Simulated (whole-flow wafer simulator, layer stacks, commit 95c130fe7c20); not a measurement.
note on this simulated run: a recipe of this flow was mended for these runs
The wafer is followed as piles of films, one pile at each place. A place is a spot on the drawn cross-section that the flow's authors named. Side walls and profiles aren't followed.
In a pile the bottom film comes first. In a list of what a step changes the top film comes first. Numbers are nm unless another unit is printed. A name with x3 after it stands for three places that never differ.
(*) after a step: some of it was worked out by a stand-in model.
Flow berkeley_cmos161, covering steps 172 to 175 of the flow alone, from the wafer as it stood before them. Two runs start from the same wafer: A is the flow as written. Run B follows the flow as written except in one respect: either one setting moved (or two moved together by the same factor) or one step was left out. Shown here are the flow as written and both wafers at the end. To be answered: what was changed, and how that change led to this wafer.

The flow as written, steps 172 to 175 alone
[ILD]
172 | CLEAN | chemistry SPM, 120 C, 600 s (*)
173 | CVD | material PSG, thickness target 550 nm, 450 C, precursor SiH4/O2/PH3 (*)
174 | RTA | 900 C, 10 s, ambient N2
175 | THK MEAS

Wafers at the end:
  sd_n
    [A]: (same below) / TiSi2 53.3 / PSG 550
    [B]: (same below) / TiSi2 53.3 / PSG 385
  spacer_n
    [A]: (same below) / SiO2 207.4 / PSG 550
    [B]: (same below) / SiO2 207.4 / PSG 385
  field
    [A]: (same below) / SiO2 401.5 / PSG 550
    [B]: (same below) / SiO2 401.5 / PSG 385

What caused this: step 173, CVD: thickness target 385 nm was run, whereas the flow has thickness target 550 nm.
One can read it off the wafer: sd_n has PSG 385, and step 173 as written asks for 550 nm.

How this came from the change, step by step:
  173 | CVD | material PSG, thickness target 550 nm, 450 C, precursor SiH4/O2/PH3 (*)
      field, sd_n, spacer_n, gate_n, spacer_p, gate_p, contact x2: A PSG gains 550 (new film) | B PSG gains 385 (new film)
      sd_p: A PSG gains 522.4 (new film) | B PSG gains 367.2 (new film)
